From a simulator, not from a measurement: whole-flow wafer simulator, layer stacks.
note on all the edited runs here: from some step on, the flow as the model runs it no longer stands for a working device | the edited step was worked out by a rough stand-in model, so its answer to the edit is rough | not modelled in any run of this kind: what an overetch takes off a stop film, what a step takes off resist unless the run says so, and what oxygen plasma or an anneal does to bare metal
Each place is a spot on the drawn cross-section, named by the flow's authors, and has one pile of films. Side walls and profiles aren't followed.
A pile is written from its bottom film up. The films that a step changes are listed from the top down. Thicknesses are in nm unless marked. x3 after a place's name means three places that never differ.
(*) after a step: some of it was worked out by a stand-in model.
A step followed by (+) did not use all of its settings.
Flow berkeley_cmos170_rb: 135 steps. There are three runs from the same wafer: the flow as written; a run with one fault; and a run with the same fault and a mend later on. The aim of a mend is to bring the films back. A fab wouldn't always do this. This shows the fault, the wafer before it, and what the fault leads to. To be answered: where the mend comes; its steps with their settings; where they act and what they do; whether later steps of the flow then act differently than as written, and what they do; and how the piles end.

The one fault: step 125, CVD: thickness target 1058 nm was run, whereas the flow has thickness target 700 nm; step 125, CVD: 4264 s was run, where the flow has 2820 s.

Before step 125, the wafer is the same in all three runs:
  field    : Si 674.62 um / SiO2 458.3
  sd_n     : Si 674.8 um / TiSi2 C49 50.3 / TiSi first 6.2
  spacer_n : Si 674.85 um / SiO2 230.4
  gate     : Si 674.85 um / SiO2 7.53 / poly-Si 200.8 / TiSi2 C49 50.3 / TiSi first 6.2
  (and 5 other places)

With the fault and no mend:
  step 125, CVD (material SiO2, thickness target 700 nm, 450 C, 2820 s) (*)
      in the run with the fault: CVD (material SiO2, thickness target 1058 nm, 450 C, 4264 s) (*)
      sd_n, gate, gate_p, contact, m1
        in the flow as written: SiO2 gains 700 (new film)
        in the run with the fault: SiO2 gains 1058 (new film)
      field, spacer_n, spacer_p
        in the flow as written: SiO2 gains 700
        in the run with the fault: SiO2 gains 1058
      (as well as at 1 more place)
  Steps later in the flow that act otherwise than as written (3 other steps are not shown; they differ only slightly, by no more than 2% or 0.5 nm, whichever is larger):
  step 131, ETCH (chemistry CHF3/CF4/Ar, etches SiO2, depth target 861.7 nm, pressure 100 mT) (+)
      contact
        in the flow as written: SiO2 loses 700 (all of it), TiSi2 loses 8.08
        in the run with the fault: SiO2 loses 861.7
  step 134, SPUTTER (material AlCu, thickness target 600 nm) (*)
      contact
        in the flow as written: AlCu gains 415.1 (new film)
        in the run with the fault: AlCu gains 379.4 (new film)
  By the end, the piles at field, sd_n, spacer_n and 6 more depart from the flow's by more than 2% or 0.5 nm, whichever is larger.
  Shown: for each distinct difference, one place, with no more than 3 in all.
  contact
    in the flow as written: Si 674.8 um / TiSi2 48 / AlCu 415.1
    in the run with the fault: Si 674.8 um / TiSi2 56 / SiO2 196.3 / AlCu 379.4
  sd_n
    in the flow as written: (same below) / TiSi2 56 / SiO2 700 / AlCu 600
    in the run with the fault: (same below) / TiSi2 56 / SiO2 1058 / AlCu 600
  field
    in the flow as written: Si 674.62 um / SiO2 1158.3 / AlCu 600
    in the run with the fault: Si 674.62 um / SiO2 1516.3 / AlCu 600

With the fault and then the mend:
  The mend stands after step 125.
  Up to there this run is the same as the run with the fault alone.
  step 125a, ETCH (chemistry boe, depth target 359 nm)
      field, sd_n, spacer_n and 6 more
        SiO2 loses 359
  Later steps of the flow that are run all act as written at every place that is followed, up to a difference of at most 2% or 0.5 nm, whichever is larger.
  The piles end only slightly different from the flow's at the places that both follow, by no more than 2% or 0.5 nm, whichever is larger.
